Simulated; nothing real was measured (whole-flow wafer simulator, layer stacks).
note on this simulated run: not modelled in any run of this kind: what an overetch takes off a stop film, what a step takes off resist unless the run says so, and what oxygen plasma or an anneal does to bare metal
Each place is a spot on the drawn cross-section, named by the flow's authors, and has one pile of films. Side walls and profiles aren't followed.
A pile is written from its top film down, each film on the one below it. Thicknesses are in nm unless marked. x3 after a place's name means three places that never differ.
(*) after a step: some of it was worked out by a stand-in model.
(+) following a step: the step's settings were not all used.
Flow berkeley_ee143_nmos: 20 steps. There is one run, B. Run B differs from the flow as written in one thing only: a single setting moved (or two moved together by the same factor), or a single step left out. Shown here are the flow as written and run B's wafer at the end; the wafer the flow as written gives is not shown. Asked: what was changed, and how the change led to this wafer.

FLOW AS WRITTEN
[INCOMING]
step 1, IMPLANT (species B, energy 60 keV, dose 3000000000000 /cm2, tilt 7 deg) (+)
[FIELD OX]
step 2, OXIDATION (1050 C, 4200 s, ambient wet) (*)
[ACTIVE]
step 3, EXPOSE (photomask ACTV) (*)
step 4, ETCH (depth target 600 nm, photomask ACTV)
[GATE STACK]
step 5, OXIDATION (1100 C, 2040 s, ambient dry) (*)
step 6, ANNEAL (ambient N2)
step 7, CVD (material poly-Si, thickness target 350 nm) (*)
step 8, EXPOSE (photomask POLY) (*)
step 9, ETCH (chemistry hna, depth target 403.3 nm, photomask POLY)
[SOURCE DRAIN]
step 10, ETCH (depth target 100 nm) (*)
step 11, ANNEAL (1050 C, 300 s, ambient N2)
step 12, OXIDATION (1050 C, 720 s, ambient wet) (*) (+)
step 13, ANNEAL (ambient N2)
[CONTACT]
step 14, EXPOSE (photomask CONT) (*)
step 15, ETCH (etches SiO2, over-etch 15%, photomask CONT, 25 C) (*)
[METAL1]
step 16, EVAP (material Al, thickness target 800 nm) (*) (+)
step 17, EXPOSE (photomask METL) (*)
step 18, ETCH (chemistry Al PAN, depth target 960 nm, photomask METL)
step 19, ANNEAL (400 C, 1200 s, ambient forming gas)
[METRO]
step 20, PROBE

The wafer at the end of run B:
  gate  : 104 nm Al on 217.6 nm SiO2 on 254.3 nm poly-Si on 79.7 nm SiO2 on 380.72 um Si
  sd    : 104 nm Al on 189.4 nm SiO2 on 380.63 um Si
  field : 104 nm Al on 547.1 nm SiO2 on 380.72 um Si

The reason: step 18, ETCH: depth target 696 nm was run, while the flow as written has depth target 960 nm.

How this came from the change, step by step:
  step 18, ETCH (chemistry Al PAN, depth target 960 nm, photomask METL)
      gate, sd, field: -696 Al (in the flow as written it would be: -800 Al (all of it))
Taking metal films that touch as one body, gate has 1 body; the flow as written gives 0 bodies.
Taking metal films that touch as one body, sd has 1 body; the flow as written gives 0 bodies.
Taking metal films that touch as one body, field has 1 body; the flow as written gives 0 bodies.
